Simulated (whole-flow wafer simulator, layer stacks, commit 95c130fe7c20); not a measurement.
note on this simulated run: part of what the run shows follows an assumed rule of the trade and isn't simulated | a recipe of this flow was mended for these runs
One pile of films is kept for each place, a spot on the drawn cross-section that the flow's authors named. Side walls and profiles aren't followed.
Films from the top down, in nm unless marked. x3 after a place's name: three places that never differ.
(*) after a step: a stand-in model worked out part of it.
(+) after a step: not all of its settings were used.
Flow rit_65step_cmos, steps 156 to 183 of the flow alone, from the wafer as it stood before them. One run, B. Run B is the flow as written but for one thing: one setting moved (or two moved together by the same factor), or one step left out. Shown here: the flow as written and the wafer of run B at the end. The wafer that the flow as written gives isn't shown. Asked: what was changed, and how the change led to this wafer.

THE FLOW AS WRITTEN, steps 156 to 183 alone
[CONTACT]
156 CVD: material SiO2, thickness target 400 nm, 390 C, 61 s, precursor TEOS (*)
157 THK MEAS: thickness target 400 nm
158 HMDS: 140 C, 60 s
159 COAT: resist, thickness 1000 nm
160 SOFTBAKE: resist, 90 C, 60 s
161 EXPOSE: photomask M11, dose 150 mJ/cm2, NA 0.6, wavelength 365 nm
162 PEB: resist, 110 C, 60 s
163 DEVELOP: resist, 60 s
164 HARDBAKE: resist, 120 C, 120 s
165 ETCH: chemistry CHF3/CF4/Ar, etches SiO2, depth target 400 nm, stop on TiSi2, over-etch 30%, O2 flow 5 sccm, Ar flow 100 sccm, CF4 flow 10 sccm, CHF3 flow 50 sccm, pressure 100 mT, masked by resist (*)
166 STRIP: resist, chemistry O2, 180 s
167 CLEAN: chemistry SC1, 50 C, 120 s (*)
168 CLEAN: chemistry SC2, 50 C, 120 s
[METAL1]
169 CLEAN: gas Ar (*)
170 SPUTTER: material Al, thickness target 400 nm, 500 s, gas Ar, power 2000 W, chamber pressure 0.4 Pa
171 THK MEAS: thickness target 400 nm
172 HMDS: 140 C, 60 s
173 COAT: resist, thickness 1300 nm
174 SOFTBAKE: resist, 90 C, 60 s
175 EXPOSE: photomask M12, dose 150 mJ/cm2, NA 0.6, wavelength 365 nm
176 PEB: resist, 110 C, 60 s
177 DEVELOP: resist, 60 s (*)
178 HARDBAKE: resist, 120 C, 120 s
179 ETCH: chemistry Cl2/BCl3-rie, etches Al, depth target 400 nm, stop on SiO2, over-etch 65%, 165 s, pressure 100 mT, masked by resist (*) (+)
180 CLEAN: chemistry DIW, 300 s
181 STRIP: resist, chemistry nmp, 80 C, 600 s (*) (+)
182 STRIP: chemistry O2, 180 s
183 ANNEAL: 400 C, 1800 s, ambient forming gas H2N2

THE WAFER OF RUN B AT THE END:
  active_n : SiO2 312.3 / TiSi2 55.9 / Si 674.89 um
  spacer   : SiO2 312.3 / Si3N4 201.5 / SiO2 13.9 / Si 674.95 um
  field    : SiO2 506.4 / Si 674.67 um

The cause: step 156, CVD: thickness target 352 nm was run, where the flow has thickness target 400 nm; step 156, CVD: 54 s was run, where the flow has 61 s.

How the change led to this, step by step:
  156 CVD: material SiO2, thickness target 400 nm, 390 C, 61 s, precursor TEOS (*)
      active_n, active_p, gate_n and 7 more: SiO2 +352 (new film) (as written it would be: SiO2 +400 (new film))
      field, field_pw, field_nw, field_p: SiO2 +352 (as written it would be: SiO2 +400)
  165 ETCH: chemistry CHF3/CF4/Ar, etches SiO2, depth target 400 nm, stop on TiSi2, over-etch 30%, O2 flow 5 sccm, Ar flow 100 sccm, CF4 flow 10 sccm, CHF3 flow 50 sccm, pressure 100 mT, masked by resist (*)
      field, field_pw, field_nw and 10 more: resist -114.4 (as written it would be: resist -130)
      contact: SiO2 -352 (all of it), TiSi2 -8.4 (as written it would be: SiO2 -400 (all of it), TiSi2 -6)
  166 STRIP: resist, chemistry O2, 180 s
      gate_n: resist -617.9 (all of it) (as written it would be: resist -603.3 (all of it))
      gate_p: resist -617.8 (all of it) (as written it would be: resist -603.2 (all of it))
      (and at 2 more places)
  170 SPUTTER: material Al, thickness target 400 nm, 500 s, gas Ar, power 2000 W, chamber pressure 0.4 Pa
      contact: Al +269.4 (new film) (as written it would be: Al +255.4 (new film))
  173 COAT: resist, thickness 1300 nm
      contact: resist +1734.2 (new film) (as written it would be: resist +1785.1 (new film))
  176 PEB: resist, 110 C, 60 s
      contact: resist -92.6 (as written it would be: resist -95.5)
  178 HARDBAKE: resist, 120 C, 120 s
      contact: resist -60.2 (as written it would be: resist -62.1)
  181 STRIP: resist, chemistry nmp, 80 C, 600 s (*) (+)
      contact: resist -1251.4 (all of it) (as written it would be: resist -1297.5 (all of it))
